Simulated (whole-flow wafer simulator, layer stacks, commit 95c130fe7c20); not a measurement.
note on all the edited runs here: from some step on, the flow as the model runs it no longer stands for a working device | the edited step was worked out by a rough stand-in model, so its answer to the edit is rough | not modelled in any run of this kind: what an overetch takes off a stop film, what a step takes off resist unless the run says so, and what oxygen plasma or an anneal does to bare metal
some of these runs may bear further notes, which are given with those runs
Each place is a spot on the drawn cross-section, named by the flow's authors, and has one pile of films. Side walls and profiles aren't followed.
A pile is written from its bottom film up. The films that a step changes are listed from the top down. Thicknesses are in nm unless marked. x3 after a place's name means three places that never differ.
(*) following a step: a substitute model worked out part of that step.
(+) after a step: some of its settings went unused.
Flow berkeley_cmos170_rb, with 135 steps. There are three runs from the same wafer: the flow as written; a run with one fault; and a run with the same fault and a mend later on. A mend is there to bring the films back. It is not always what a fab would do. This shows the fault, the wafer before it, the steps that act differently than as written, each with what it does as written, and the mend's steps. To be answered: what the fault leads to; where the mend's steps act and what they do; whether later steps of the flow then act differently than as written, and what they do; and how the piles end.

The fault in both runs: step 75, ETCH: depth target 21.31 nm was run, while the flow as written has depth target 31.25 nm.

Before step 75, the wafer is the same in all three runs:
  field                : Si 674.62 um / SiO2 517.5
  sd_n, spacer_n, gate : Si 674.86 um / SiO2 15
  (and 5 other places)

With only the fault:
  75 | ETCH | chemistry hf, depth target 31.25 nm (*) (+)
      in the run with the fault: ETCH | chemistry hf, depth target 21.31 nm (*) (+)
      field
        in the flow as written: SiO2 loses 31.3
        in the run with the fault: SiO2 loses 21.3
  Later steps of the flow acting differently than as written (23 other steps are not shown; they differ only slightly, by no more than 2% or 0.5 nm, whichever is larger):
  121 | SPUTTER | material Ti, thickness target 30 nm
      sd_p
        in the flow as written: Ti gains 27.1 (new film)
        in the run with the fault: Ti gains 25.2 (new film)
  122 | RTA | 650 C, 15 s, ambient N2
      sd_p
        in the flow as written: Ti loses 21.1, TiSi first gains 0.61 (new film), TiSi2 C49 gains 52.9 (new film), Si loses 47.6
        in the run with the fault: Ti loses 19.7, TiSi2 C49 gains 50 (new film), Si loses 44.6
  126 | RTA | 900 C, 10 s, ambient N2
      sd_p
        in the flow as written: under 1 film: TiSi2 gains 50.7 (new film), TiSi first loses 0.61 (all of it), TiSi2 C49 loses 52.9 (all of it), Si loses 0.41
        in the run with the fault: under 1 film: TiSi2 gains 47.1 (new film), TiSi2 C49 loses 50 (all of it)
  By the end, the piles at sd_p depart from the flow's by more than 2% or 0.5 nm, whichever is larger.
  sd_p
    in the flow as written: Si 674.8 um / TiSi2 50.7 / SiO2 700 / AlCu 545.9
    in the run with the fault: Si 674.81 um / TiSi2 47.1 / SiO2 700 / AlCu 541.4

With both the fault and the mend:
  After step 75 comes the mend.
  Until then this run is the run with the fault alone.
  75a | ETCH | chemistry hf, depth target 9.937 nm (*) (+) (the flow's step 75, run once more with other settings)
      field
        SiO2 loses 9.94
  Every later step of the flow that is run acts as written, at every place that is followed, to within 2% or 0.5 nm, whichever is larger.
  By the end, the piles equal the flow's at every place that both follow.
